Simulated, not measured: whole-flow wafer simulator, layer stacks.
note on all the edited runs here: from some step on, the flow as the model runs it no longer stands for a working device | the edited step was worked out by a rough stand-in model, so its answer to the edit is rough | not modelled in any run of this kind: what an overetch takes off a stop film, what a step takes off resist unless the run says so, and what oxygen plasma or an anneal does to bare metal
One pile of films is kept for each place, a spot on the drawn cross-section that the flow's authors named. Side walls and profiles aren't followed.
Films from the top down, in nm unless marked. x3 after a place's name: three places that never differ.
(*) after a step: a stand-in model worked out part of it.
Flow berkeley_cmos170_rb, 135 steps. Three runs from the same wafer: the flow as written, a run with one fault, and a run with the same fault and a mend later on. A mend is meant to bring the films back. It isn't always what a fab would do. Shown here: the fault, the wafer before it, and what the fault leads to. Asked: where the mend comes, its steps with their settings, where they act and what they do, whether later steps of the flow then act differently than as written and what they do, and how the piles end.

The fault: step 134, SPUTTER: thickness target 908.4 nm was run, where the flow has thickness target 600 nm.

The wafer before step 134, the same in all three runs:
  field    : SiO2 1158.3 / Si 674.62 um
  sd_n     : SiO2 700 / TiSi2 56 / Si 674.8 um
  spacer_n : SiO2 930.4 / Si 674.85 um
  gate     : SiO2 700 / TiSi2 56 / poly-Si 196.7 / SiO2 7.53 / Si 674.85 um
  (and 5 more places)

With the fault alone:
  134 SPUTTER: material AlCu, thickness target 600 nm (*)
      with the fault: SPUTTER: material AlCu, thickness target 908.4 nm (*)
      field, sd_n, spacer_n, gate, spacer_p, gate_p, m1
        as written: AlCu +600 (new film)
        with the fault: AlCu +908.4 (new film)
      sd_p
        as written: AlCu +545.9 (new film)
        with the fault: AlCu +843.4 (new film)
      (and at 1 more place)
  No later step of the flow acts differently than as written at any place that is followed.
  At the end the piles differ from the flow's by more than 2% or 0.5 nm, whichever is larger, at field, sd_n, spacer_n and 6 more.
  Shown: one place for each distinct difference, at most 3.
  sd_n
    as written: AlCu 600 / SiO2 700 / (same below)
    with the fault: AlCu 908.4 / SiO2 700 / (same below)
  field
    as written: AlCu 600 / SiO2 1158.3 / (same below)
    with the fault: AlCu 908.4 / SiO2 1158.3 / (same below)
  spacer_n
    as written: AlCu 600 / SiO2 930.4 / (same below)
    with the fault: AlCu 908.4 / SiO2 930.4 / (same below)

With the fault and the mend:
  The mend comes after step 134.
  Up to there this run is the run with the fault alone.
  134a ETCH: chemistry al pan, depth target 1045 nm
      field, sd_n, spacer_n, gate, spacer_p, gate_p, m1
        AlCu -908.4 (all of it)
      sd_p
        AlCu -843.4 (all of it)
      contact
        AlCu -612.6 (all of it)
  134b SPUTTER: material AlCu, thickness target 600 nm (*) (the flow's step 134 once more)
      field, sd_n, spacer_n, gate, spacer_p, gate_p, m1
        AlCu +600 (new film)
      sd_p
        AlCu +545.9 (new film)
      contact
        AlCu +415.1 (new film)
  No later step of the flow acts differently than as written at any place that is followed.
  At the end the piles are the same as the flow's at every place that both follow.
